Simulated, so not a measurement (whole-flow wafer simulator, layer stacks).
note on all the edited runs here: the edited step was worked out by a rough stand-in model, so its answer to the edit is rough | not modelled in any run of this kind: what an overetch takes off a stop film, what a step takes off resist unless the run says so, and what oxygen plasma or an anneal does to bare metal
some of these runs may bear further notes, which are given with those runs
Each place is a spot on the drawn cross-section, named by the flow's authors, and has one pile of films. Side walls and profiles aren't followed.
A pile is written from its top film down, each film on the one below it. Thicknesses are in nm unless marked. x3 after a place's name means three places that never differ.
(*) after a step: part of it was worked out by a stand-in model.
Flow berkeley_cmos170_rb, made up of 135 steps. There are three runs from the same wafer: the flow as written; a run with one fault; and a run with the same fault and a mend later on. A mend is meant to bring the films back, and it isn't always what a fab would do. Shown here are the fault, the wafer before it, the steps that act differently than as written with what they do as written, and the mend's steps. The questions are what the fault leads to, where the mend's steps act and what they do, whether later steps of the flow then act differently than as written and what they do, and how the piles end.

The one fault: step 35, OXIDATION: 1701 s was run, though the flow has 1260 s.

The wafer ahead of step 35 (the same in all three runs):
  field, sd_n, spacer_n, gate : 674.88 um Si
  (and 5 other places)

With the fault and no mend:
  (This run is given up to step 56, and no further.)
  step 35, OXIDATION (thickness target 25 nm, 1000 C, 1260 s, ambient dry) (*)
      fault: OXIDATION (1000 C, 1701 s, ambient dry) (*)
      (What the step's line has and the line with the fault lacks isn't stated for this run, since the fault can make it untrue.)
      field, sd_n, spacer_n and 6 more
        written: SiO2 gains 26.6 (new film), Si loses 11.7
        fault: SiO2 gains 31.2 (new film), Si loses 13.7
  Steps further on in the flow that do not act as written:
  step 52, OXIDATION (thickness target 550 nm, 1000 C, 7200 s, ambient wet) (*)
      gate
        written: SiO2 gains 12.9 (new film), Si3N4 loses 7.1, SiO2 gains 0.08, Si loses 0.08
        fault: SiO2 gains 12.9 (new film), Si3N4 loses 7.1
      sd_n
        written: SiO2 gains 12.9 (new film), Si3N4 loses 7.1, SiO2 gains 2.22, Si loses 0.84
        fault: SiO2 gains 12.9 (new film), Si3N4 loses 7.1, SiO2 gains 4.07, Si loses 1.61
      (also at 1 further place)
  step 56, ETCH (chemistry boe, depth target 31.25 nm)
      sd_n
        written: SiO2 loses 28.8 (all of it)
        fault: SiO2 loses 31.2
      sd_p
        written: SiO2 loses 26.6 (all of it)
        fault: SiO2 loses 31.2
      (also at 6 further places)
  The piles after step 56 differ from the flow's at sd_n, m1 by more than 2% or 0.5 nm, whichever is larger.
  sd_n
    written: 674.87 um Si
    fault: 4.06 nm SiO2 on 674.87 um Si
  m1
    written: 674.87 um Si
    fault: 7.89 nm SiO2 on 674.86 um Si

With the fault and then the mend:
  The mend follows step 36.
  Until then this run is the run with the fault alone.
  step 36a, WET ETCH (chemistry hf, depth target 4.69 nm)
      field, sd_n, spacer_n and 6 more
        SiO2 loses 4.69
  Later steps of the flow that are run all act as written at every place that is followed, up to a difference of at most 2% or 0.5 nm, whichever is larger.
  The piles end only slightly different from the flow's at the places that both follow, by no more than 2% or 0.5 nm, whichever is larger.
